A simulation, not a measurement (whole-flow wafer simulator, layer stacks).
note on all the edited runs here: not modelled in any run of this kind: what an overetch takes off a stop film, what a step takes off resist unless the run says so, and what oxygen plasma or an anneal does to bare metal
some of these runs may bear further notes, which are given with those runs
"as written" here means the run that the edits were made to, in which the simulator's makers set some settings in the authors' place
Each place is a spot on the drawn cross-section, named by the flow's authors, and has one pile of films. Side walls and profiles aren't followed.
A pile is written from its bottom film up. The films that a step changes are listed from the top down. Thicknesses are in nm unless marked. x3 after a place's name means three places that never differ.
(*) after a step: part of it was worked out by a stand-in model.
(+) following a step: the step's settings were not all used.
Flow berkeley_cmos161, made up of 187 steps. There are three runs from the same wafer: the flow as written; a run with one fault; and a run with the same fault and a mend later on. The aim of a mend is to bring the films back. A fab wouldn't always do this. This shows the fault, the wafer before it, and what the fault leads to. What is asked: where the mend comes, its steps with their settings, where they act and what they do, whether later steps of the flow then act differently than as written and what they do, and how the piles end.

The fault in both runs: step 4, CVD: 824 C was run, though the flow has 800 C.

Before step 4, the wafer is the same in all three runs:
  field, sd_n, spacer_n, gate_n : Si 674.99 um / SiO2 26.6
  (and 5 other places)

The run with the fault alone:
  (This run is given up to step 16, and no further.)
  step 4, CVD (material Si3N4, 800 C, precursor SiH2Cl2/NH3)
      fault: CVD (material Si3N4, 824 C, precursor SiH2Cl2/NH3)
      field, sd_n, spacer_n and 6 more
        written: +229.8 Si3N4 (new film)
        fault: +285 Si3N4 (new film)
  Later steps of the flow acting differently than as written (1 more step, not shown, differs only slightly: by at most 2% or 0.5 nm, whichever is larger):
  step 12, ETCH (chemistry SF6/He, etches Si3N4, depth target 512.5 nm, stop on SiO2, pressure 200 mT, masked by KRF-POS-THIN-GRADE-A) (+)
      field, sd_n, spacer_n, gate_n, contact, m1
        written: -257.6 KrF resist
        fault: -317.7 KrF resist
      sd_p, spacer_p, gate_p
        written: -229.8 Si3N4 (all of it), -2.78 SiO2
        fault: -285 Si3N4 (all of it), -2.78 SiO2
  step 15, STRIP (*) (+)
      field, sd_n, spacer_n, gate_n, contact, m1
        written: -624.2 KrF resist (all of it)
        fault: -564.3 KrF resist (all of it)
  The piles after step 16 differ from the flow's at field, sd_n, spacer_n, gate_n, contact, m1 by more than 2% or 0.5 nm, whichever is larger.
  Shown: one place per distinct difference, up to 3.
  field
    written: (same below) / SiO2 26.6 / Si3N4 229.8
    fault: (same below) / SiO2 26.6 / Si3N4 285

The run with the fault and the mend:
  The mend stands after step 4.
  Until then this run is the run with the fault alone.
  step 4a, ETCH (chemistry h3po4, depth target 327.8 nm)
      field, sd_n, spacer_n and 6 more
        -285 Si3N4 (all of it)
  step 4b, CLEAN (chemistry SC1/SC2) (the flow's step 1 again)
      alters no film at any place that is followed
  step 4c, CVD (material Si3N4, 800 C, precursor SiH2Cl2/NH3) (the flow's step 4 again)
      field, sd_n, spacer_n and 6 more
        +229.8 Si3N4 (new film)
  None of the later steps of the flow acts differently than as written at any place that is followed.
  The piles end the same as the flow's at every place that both follow.
